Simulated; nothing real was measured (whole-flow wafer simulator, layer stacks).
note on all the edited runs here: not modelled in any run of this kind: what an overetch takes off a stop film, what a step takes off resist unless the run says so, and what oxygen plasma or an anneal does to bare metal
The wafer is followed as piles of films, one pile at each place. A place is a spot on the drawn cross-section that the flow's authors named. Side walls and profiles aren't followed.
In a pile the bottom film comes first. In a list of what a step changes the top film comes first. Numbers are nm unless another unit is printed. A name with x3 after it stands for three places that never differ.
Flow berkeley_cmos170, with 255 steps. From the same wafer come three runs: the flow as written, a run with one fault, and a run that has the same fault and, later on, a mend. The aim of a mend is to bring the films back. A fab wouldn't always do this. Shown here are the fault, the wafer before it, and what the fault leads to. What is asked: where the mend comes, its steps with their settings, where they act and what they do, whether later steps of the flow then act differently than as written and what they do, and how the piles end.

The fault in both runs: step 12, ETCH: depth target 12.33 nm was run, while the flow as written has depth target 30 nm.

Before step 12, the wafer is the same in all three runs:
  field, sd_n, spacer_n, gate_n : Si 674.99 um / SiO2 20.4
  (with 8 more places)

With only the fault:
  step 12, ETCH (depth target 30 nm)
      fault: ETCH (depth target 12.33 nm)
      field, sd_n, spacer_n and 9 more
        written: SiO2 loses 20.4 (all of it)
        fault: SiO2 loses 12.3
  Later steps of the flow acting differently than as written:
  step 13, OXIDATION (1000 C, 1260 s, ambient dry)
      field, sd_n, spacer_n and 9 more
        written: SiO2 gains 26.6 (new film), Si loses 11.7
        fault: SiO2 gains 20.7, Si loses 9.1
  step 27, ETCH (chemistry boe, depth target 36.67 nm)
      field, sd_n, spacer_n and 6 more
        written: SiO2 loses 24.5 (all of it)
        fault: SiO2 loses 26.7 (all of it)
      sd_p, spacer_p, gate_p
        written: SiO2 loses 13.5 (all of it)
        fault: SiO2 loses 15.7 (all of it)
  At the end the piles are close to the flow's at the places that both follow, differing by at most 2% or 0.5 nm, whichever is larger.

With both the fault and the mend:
  After step 12 comes the mend.
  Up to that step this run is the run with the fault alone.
  step 12a, ETCH (depth target 17.67 nm) (the flow's step 12, run once more with other settings)
      field, sd_n, spacer_n and 9 more
        SiO2 loses 8.09 (all of it)
  Every later step of the flow that is run acts as written at every place that is followed.
  At every place that both follow, the piles at the end match the flow's.
